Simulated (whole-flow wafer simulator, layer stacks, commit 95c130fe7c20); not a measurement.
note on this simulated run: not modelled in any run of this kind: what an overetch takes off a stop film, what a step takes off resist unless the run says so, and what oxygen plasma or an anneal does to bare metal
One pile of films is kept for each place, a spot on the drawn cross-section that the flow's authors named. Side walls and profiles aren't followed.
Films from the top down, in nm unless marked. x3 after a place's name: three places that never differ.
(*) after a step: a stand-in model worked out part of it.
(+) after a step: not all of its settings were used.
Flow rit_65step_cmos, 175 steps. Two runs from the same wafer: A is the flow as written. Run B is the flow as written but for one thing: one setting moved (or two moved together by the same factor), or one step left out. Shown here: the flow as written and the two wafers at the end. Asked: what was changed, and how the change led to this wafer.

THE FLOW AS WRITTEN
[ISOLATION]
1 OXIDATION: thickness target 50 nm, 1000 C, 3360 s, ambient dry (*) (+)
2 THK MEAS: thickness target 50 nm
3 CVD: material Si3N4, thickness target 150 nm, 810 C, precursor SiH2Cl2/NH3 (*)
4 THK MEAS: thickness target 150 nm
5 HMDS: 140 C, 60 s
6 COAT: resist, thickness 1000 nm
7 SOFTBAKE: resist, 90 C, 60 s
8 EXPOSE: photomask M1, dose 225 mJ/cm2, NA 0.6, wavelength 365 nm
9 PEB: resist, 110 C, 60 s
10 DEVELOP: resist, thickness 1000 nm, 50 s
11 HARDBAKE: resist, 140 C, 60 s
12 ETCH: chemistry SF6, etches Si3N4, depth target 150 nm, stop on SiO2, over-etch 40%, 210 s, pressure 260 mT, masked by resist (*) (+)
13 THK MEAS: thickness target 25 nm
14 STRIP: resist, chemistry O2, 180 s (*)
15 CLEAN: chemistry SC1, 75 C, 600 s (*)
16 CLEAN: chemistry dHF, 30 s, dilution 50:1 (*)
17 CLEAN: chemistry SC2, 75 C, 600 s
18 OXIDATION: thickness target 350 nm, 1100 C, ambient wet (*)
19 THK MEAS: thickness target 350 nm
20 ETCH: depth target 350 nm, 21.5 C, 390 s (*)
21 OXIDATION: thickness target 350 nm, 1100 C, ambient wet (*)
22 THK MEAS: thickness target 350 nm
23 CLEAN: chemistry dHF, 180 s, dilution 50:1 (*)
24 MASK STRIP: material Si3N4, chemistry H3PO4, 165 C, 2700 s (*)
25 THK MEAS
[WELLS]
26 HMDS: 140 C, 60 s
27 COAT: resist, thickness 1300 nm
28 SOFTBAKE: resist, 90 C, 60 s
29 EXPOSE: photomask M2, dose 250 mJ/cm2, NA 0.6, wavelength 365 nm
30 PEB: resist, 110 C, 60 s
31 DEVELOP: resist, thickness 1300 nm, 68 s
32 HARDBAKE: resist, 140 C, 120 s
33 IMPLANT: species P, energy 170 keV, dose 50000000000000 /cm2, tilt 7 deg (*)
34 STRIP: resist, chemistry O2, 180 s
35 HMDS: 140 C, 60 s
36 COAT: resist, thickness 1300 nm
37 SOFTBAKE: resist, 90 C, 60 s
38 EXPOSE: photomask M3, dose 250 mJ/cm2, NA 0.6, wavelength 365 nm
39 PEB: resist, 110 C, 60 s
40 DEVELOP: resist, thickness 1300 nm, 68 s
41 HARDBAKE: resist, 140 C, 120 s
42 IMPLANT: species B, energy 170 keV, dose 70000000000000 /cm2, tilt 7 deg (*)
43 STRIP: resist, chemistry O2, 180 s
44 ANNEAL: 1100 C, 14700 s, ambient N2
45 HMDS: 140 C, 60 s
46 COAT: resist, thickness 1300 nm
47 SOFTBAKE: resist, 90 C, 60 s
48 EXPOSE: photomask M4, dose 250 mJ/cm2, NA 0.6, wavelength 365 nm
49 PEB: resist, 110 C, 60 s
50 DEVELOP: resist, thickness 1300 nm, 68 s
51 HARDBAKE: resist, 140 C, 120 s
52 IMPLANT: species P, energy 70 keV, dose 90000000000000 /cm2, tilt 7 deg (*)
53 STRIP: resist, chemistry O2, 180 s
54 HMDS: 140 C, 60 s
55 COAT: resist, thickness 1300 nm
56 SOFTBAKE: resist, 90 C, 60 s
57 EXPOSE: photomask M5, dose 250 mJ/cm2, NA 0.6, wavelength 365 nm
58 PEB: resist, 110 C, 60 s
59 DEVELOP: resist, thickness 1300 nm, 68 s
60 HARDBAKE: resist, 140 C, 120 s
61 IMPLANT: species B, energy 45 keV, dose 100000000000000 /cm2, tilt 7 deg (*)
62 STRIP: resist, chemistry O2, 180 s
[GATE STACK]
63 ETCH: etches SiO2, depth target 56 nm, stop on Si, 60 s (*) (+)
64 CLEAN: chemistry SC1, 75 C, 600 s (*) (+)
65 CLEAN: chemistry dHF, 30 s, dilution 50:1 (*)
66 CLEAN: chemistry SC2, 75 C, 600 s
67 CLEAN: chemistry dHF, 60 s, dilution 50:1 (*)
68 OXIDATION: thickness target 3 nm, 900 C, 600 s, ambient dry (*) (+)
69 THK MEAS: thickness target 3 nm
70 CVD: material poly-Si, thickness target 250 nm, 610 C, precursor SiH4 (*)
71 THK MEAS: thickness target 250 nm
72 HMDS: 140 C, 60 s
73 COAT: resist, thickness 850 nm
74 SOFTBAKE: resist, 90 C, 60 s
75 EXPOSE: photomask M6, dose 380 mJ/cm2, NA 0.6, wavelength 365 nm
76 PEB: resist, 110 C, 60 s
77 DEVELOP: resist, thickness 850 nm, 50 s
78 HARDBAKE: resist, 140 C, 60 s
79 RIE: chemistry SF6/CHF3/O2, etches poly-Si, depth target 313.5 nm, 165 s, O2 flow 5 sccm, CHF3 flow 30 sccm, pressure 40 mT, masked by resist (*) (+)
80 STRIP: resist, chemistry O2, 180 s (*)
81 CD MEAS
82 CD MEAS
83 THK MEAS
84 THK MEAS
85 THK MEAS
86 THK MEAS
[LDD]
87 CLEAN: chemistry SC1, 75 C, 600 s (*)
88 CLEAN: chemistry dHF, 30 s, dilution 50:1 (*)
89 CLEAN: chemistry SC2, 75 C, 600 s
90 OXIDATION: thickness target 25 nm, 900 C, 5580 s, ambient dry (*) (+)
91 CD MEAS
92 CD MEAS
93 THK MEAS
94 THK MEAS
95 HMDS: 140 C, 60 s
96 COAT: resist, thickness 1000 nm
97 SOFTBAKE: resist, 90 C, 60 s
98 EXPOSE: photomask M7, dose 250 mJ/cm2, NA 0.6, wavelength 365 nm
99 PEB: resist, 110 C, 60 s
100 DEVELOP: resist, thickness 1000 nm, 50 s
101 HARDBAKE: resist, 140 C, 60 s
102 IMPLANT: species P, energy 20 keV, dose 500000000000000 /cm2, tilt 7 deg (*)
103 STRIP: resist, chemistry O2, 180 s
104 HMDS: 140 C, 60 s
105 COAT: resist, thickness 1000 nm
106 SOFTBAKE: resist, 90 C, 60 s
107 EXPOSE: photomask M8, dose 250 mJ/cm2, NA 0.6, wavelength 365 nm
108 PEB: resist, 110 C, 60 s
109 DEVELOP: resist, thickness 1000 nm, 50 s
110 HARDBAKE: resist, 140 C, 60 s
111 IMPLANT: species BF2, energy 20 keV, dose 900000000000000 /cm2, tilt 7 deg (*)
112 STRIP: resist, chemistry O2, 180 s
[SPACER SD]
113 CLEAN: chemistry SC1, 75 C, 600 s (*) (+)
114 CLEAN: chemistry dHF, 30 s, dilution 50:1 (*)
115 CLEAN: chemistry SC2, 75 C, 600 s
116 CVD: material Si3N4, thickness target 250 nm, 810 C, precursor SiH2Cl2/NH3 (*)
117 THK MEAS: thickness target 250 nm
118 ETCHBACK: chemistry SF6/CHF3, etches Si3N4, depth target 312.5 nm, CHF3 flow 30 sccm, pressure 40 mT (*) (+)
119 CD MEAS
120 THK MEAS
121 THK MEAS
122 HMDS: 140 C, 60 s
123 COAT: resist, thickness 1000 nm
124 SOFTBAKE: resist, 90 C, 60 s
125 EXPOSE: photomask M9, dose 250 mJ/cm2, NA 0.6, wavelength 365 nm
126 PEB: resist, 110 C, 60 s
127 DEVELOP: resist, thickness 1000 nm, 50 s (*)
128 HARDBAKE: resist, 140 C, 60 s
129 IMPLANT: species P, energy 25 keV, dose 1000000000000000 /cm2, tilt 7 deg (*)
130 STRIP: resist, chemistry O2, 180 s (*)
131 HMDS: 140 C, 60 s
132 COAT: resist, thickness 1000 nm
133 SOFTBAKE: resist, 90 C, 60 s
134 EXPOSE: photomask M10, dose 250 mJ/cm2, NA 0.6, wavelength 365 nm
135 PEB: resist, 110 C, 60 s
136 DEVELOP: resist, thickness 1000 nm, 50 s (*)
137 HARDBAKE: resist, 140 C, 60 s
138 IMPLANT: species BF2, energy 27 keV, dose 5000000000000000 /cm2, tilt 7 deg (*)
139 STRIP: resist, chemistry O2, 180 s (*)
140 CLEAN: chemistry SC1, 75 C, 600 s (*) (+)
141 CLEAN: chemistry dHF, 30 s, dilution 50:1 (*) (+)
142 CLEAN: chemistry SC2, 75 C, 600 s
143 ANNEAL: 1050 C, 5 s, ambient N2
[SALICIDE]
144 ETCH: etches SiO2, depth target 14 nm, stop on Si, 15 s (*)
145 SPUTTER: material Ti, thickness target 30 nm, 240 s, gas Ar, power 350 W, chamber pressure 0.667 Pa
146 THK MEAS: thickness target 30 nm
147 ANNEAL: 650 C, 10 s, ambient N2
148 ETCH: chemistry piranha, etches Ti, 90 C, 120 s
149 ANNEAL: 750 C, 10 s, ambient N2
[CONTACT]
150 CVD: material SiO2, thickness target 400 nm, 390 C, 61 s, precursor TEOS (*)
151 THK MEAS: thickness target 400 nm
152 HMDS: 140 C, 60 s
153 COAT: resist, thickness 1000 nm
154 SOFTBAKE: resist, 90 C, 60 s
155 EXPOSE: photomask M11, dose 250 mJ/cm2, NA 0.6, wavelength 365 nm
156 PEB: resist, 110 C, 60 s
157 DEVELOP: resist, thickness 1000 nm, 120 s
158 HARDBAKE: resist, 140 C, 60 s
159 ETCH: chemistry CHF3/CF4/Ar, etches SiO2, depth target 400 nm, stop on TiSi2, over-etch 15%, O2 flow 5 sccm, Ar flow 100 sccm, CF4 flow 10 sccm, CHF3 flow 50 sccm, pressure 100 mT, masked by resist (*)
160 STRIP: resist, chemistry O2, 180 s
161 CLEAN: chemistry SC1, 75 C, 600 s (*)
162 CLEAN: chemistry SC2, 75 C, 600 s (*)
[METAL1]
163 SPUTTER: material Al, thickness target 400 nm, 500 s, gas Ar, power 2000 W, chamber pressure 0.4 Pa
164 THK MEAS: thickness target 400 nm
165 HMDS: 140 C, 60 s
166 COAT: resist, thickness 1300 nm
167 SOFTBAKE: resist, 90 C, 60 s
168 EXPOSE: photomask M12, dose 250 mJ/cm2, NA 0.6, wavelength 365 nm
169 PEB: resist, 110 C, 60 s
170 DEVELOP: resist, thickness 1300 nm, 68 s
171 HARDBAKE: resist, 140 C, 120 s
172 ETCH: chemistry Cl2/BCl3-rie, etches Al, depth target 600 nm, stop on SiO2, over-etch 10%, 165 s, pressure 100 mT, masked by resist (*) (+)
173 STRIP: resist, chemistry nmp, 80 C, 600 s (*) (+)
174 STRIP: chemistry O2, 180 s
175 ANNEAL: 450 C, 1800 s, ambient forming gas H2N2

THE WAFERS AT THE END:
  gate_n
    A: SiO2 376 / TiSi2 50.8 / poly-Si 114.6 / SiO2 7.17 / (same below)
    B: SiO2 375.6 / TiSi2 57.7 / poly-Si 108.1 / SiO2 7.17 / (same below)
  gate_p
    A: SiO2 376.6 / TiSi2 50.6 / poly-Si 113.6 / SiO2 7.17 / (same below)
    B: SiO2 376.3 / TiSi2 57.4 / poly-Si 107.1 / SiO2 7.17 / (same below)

The cause: step 145, SPUTTER: thickness target 34 nm was run, where the flow has thickness target 30 nm.

How the change led to this, step by step:
  145 SPUTTER: material Ti, thickness target 30 nm, 240 s, gas Ar, power 350 W, chamber pressure 0.667 Pa
      field, field_pw, field_nw, field_p, spacer, spacer_p: A Ti +30 (new film) | B Ti +34 (new film)
      gate_n: A Ti +27.3 (new film) | B Ti +30.9 (new film)
      (and at 1 more place)
  147 ANNEAL: 650 C, 10 s, ambient N2
      gate_n: A Ti -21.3, TiSi first +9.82 (new film), TiSi2 C49 +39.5 (new film), poly-Si -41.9 | B Ti -24.1, TiSi first +17.8 (new film), TiSi2 C49 +34.9 (new film), poly-Si -43.1
      gate_p: A Ti -21.2, TiSi first +9.56 (new film), TiSi2 C49 +39.6 (new film), poly-Si -41.9 | B Ti -24, TiSi first +17.5 (new film), TiSi2 C49 +35.1 (new film), poly-Si -43.1
  148 ETCH: chemistry piranha, etches Ti, 90 C, 120 s
      field, field_pw, field_nw, field_p, spacer, spacer_p: A Ti -30 (all of it) | B Ti -34 (all of it)
      gate_n: A Ti -6 (all of it), TiSi first -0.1 | B Ti -6.81 (all of it), TiSi first -0.1
      (and at 1 more place)
  149 ANNEAL: 750 C, 10 s, ambient N2
      gate_n: A TiSi2 +50.8 (new film), TiSi first -9.72 (all of it), TiSi2 C49 -39.5 (all of it), poly-Si -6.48 | B TiSi2 +57.7 (new film), TiSi first -17.7 (all of it), TiSi2 C49 -34.9 (all of it), poly-Si -11.8
      gate_p: A TiSi2 +50.6 (new film), TiSi first -9.46 (all of it), TiSi2 C49 -39.6 (all of it), poly-Si -6.31 | B TiSi2 +57.4 (new film), TiSi first -17.4 (all of it), TiSi2 C49 -35.1 (all of it), poly-Si -11.6
